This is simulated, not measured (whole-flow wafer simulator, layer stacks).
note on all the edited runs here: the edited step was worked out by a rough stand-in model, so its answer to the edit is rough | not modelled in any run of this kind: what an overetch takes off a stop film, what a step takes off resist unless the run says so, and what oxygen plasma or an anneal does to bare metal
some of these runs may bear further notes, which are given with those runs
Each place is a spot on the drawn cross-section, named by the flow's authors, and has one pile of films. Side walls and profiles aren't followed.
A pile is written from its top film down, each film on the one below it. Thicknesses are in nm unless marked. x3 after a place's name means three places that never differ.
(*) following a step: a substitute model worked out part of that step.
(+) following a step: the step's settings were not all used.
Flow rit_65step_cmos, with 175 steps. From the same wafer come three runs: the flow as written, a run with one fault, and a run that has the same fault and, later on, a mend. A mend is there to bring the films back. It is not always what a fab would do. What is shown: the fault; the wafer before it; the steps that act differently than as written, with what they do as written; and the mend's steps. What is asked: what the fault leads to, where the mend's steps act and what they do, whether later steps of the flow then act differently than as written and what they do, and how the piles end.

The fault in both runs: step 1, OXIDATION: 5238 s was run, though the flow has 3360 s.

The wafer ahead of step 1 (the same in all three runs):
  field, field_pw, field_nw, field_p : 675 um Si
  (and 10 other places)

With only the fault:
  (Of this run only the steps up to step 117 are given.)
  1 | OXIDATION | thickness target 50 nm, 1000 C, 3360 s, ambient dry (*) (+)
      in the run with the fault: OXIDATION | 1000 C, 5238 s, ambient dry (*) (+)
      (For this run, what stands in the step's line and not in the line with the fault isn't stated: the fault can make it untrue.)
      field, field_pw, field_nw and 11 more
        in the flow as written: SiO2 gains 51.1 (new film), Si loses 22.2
        in the run with the fault: SiO2 gains 66.6 (new film), Si loses 29
  Steps further on in the flow that do not act as written (not shown: 35 more steps that differ only slightly, by at most 2% or 0.5 nm, whichever is larger):
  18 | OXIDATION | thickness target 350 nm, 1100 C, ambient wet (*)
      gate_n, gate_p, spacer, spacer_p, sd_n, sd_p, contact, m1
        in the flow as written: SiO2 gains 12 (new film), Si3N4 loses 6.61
        in the run with the fault: SiO2 gains 12 (new film), Si3N4 loses 6.61, SiO2 gains 0.05
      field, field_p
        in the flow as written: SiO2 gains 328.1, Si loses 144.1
        in the run with the fault: SiO2 gains 317.1, Si loses 139.3
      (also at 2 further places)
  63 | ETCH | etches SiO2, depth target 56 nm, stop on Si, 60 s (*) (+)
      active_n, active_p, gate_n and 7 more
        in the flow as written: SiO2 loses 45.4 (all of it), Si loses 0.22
        in the run with the fault: SiO2 loses 56
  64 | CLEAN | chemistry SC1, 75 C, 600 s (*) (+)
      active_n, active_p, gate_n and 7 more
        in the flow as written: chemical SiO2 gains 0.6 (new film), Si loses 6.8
        in the run with the fault: SiO2 loses 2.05
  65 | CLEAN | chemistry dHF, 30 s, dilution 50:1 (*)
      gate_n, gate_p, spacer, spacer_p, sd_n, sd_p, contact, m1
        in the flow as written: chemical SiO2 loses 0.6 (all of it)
        in the run with the fault: SiO2 loses 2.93 (all of it)
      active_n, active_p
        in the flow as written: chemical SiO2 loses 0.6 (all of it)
        in the run with the fault: SiO2 loses 2.88 (all of it)
  The piles after step 117 are only slightly different from the flow's at the places that both follow, by no more than 2% or 0.5 nm, whichever is larger.

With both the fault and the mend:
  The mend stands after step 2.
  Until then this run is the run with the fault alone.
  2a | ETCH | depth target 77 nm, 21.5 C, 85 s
      field, field_pw, field_nw and 11 more
        SiO2 loses 66.6 (all of it)
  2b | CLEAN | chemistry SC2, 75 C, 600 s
      field, field_pw, field_nw and 11 more
        chemical SiO2 gains 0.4 (new film), Si loses 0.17
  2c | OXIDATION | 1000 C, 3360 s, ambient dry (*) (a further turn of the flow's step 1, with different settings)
      field, field_pw, field_nw and 11 more
        SiO2 gains 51 (new film), chemical SiO2 loses 0.4 (all of it), Si loses 22.3
  Steps further on in the flow that do not act as written (not shown: 17 more steps that differ only slightly, by at most 2% or 0.5 nm, whichever is larger):
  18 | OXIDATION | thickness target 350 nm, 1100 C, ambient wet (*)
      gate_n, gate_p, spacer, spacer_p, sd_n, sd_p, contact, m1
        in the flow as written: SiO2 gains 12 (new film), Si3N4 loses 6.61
        in the run with the mend: SiO2 gains 12 (new film), Si3N4 loses 6.61, SiO2 gains 0.03
  The piles end only slightly different from the flow's at the places that both follow, by no more than 2% or 0.5 nm, whichever is larger.
